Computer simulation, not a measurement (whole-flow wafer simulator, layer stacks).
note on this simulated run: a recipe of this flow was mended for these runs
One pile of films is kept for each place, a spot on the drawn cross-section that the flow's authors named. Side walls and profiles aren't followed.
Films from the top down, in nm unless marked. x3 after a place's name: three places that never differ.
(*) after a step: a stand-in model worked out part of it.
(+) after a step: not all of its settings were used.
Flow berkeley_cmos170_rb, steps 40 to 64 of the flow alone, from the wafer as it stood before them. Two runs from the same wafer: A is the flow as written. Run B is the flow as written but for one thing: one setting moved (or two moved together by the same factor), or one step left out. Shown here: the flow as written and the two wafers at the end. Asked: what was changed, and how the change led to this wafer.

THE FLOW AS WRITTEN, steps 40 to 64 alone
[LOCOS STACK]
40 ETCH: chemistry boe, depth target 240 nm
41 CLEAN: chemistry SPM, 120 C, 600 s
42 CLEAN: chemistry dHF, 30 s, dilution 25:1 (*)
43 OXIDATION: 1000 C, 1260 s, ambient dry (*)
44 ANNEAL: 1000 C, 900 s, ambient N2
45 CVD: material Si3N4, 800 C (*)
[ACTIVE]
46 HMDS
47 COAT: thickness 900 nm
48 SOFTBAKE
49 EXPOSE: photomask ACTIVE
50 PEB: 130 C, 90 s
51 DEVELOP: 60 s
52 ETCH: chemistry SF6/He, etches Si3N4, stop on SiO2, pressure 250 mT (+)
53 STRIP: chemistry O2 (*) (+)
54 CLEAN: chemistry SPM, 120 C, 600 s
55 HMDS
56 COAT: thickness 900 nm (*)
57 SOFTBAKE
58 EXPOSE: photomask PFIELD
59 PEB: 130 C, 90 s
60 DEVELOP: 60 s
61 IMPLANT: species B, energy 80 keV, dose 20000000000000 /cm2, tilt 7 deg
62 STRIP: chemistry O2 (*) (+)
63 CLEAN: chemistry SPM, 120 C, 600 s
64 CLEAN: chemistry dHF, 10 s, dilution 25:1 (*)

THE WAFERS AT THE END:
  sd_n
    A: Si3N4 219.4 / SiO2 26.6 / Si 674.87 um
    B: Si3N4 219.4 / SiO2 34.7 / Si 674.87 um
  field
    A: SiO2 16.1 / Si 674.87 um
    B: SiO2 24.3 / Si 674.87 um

The cause: step 40, ETCH: depth target 180 nm was run, where the flow has depth target 240 nm.

How the change led to this, step by step:
  40 ETCH: chemistry boe, depth target 240 nm
      field, sd_n, spacer_n and 6 more: A SiO2 -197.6 (all of it) | B SiO2 -180
  41 CLEAN: chemistry SPM, 120 C, 600 s
      field, sd_n, spacer_n and 6 more: A chemical SiO2 +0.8 (new film), Si -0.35 | B nothing
  42 CLEAN: chemistry dHF, 30 s, dilution 25:1 (*)
      field, sd_n, spacer_n and 6 more: A chemical SiO2 -0.8 (all of it) | B SiO2 -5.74
  43 OXIDATION: 1000 C, 1260 s, ambient dry (*)
      field, sd_n, spacer_n and 6 more: A SiO2 +26.6 (new film), Si -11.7 | B SiO2 +22.8, Si -10
